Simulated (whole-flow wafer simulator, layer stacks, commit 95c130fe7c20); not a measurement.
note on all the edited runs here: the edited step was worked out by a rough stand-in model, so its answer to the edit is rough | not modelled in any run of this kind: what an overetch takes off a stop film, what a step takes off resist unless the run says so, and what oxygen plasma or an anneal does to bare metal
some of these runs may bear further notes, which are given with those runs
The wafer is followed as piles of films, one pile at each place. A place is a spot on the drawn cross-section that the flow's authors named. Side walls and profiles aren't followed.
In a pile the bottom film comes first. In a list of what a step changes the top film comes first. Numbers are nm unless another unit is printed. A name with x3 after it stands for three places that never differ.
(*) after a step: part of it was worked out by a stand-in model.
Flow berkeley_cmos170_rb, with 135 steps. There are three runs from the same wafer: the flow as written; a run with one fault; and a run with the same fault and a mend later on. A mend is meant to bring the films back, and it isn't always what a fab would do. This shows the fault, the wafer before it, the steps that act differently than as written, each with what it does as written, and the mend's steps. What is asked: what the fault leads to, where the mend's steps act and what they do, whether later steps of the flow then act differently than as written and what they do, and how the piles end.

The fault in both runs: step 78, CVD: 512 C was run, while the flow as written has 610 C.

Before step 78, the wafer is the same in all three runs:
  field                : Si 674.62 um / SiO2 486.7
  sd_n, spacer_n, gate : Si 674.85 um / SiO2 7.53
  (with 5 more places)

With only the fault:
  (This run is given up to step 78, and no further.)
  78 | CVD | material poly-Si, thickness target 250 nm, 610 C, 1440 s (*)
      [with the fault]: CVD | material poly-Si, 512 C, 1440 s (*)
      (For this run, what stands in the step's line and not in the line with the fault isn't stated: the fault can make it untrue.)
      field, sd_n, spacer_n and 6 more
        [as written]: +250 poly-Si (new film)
        [with the fault]: +20.3 poly-Si (new film)
  After step 78, at field, sd_n, spacer_n and 6 more, the piles differ from the flow's by more than 2% or 0.5 nm, whichever is larger.
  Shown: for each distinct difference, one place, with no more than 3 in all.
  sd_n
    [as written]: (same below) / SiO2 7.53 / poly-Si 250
    [with the fault]: (same below) / SiO2 7.53 / poly-Si 20.3
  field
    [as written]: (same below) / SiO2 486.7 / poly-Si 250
    [with the fault]: (same below) / SiO2 486.7 / poly-Si 20.3

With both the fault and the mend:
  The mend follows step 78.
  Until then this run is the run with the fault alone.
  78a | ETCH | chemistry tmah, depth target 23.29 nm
      field, sd_n, spacer_n and 6 more
        -20.3 poly-Si (all of it)
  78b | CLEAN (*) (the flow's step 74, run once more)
      does not change any film at any place that is followed
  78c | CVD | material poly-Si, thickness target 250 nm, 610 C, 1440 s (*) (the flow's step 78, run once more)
      field, sd_n, spacer_n and 6 more
        +250 poly-Si (new film)
  Later steps of the flow that are run all act as written at every place that is followed, up to a difference of at most 2% or 0.5 nm, whichever is larger.
  At every place that both follow, the piles at the end match the flow's.
